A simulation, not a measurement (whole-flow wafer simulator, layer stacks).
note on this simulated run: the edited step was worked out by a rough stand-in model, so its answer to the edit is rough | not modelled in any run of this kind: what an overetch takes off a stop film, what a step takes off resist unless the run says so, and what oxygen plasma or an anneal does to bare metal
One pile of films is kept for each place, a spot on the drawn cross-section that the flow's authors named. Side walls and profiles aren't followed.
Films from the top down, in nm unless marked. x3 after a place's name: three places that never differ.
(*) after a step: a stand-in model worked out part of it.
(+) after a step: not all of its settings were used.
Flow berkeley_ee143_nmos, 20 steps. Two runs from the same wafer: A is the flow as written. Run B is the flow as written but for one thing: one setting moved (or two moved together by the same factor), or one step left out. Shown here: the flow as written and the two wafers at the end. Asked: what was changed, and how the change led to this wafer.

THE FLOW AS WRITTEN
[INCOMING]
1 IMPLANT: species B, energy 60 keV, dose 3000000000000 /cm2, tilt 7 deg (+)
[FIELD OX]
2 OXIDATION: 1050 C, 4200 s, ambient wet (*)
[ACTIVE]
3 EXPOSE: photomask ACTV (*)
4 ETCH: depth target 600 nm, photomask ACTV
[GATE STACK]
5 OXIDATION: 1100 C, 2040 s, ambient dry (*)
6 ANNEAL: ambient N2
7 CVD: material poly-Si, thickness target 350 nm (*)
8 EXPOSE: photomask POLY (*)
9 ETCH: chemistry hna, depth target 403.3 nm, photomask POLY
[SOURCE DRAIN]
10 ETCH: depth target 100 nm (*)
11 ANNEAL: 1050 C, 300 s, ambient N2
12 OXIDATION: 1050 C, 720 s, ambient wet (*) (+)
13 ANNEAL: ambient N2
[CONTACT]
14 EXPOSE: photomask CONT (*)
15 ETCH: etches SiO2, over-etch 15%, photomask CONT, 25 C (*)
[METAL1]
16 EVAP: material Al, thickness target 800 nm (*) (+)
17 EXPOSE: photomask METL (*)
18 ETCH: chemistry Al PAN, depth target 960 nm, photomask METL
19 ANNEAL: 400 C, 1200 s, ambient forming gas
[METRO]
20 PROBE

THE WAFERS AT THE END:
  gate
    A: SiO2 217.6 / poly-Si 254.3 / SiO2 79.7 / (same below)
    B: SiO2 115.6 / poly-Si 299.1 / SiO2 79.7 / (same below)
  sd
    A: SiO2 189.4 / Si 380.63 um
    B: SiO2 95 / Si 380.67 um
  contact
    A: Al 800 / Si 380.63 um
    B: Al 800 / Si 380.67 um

The cause: step 12, OXIDATION: 288 s was run, where the flow has 720 s.

How the change led to this, step by step:
  12 OXIDATION: 1050 C, 720 s, ambient wet (*) (+)
      sd, contact: A SiO2 +189.4 (new film), Si -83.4 | B SiO2 +95 (new film), Si -41.8
      gate: A SiO2 +217.6 (new film), poly-Si -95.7 | B SiO2 +115.6 (new film), poly-Si -50.9
      (and at 1 more place)
  15 ETCH: etches SiO2, over-etch 15%, photomask CONT, 25 C (*)
      contact: A SiO2 -189.4 (all of it) | B SiO2 -95 (all of it)
